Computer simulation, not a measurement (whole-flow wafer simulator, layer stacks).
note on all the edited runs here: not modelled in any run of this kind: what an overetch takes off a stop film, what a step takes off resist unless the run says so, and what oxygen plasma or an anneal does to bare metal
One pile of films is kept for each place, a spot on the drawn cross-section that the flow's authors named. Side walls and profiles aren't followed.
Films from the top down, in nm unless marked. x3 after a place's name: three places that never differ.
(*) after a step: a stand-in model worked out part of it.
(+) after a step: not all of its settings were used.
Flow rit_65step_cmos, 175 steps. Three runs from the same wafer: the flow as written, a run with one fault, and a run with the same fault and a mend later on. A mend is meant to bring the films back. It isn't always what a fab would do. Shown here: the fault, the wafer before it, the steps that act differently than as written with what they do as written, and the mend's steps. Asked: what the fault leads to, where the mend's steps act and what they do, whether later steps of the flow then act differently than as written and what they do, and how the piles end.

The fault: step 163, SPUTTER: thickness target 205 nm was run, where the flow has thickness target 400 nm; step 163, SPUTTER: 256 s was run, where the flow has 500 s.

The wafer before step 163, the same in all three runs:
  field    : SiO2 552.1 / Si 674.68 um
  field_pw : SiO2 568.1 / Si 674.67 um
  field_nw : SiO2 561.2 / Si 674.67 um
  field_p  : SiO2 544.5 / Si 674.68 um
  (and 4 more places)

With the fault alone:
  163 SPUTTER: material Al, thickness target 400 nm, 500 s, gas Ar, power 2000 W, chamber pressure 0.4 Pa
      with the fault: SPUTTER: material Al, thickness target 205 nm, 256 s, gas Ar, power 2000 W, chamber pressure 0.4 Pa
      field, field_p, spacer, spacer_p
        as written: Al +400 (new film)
        with the fault: Al +205 (new film)
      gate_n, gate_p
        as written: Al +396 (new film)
        with the fault: Al +205 (new film)
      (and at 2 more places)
  Later steps of the flow that act differently than as written (3 more steps differ only slightly, by at most 2% or 0.5 nm, whichever is larger, and aren't shown):
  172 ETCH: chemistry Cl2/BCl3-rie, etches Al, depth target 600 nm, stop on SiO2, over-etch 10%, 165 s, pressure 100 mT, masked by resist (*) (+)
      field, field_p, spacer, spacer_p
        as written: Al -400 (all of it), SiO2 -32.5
        with the fault: Al -205 (all of it), SiO2 -56.9
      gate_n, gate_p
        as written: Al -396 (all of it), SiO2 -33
        with the fault: Al -205 (all of it), SiO2 -56.9
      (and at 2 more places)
  At the end the piles differ from the flow's by more than 2% or 0.5 nm, whichever is larger, at field, field_pw, field_nw, field_p, gate_n, gate_p, spacer, spacer_p.
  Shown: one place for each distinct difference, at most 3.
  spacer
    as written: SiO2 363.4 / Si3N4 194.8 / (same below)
    with the fault: SiO2 339 / Si3N4 194.8 / (same below)
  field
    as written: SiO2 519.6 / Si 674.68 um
    with the fault: SiO2 495.2 / Si 674.68 um
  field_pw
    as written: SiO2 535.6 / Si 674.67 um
    with the fault: SiO2 511.2 / Si 674.67 um

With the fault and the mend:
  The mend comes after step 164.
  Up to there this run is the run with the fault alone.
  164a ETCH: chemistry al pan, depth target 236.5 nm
      field, field_p, gate_n, gate_p, spacer, spacer_p
        Al -205 (all of it)
      field_pw
        Al -204.9 (all of it)
      field_nw
        Al -204.8 (all of it)
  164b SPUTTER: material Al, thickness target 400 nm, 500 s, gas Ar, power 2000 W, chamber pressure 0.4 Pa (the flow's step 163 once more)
      field, field_pw, field_p, spacer, spacer_p
        Al +400 (new film)
      gate_n, gate_p
        Al +396 (new film)
      field_nw
        Al +397.2 (new film)
  No later step of the flow acts differently than as written at any place that is followed.
  At the end the piles are the same as the flow's at every place that both follow.
